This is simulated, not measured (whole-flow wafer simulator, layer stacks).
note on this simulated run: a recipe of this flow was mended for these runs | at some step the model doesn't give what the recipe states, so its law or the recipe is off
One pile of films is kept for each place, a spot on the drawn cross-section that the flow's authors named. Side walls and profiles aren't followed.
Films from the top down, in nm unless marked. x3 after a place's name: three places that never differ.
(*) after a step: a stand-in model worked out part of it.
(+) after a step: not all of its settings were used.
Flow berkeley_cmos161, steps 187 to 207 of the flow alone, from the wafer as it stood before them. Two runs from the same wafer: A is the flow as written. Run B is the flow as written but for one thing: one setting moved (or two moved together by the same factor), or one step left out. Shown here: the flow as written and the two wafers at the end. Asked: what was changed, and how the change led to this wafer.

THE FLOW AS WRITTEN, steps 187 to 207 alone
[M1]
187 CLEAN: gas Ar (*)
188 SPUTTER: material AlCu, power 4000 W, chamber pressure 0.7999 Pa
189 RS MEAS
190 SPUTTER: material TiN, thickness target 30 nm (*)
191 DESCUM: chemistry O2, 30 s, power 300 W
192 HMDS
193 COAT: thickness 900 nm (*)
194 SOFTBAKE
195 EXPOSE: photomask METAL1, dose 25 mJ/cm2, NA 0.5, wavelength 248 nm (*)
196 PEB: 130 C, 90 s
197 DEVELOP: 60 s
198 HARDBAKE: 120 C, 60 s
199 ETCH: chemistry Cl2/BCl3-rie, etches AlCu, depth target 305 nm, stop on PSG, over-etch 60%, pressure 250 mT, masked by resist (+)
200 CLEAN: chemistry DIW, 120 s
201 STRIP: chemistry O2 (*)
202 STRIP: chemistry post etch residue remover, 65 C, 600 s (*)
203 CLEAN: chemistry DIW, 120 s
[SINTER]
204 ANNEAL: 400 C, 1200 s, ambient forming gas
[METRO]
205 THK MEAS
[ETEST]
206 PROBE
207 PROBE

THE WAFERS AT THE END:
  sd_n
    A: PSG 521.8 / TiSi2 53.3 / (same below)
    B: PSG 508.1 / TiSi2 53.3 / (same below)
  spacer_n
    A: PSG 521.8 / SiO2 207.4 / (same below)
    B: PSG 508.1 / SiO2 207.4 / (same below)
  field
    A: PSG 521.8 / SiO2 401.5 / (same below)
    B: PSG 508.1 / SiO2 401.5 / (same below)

The cause: step 199, ETCH: over-etch 96% was run, where the flow has over-etch 60%.

How the change led to this, step by step:
  199 ETCH: chemistry Cl2/BCl3-rie, etches AlCu, depth target 305 nm, stop on PSG, over-etch 60%, pressure 250 mT, masked by resist (+)
      field, sd_n, spacer_n, gate_n, spacer_p, gate_p: A TiN -30 (all of it), AlCu -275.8 (all of it), PSG -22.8 | B TiN -30 (all of it), AlCu -275.8 (all of it), PSG -36.5
      contact, m1: A KrF-resist -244 | B KrF-resist -298.9
      (and at 1 more place)
  201 STRIP: chemistry O2 (*)
      contact: A KrF-resist -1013 (all of it) | B KrF-resist -958.1 (all of it)
      m1: A KrF-resist -537.5 (all of it) | B KrF-resist -482.6 (all of it)
